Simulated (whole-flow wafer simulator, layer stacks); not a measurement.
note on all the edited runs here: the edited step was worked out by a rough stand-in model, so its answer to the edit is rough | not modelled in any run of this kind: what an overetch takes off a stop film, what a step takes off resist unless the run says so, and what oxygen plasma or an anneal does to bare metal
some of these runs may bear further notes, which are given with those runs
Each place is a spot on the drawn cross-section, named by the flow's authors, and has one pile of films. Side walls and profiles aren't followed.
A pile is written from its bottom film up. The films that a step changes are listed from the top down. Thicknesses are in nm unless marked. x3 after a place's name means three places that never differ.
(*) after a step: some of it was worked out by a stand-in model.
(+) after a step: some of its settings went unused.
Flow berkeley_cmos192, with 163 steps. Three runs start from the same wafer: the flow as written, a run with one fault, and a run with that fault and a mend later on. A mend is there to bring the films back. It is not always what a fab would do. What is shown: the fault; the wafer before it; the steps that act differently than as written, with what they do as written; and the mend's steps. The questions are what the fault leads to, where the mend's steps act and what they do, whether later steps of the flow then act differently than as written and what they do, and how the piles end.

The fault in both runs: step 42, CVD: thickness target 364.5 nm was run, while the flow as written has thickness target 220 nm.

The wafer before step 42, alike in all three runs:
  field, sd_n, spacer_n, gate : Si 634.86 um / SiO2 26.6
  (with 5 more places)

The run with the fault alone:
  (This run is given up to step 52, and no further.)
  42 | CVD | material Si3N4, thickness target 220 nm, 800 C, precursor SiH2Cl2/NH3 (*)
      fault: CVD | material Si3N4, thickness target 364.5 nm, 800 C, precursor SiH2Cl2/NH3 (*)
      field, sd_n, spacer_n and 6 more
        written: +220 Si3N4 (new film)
        fault: +364.5 Si3N4 (new film)
  Later steps of the flow acting differently than as written:
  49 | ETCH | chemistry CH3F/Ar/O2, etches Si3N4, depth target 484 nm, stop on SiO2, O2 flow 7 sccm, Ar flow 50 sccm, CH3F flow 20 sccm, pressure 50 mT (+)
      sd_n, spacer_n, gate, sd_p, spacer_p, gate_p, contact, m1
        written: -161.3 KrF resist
        fault: -257.7 KrF resist
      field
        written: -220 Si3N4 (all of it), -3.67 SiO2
        fault: -364.5 Si3N4 (all of it), -3.67 SiO2
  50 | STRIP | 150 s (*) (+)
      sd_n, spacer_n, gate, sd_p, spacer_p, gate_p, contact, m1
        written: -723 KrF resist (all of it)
        fault: -626.7 KrF resist (all of it)
  Once step 52 is done, the piles at sd_n, spacer_n, gate, sd_p, spacer_p, gate_p, contact, m1 depart from the flow's by more than 2% or 0.5 nm, whichever is larger.
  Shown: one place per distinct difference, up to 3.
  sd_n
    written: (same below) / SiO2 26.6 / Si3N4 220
    fault: (same below) / SiO2 26.6 / Si3N4 364.5

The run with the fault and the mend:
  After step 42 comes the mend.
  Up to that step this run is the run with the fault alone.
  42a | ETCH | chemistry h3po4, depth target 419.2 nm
      field, sd_n, spacer_n and 6 more
        -364.5 Si3N4 (all of it)
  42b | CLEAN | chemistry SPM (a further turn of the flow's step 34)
      does not change any film at any place that is followed
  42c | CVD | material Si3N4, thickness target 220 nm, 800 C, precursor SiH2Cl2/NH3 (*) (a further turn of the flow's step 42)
      field, sd_n, spacer_n and 6 more
        +220 Si3N4 (new film)
  Every later step of the flow that is run acts as written at every place that is followed.
  The piles end the same as the flow's at every place that both follow.
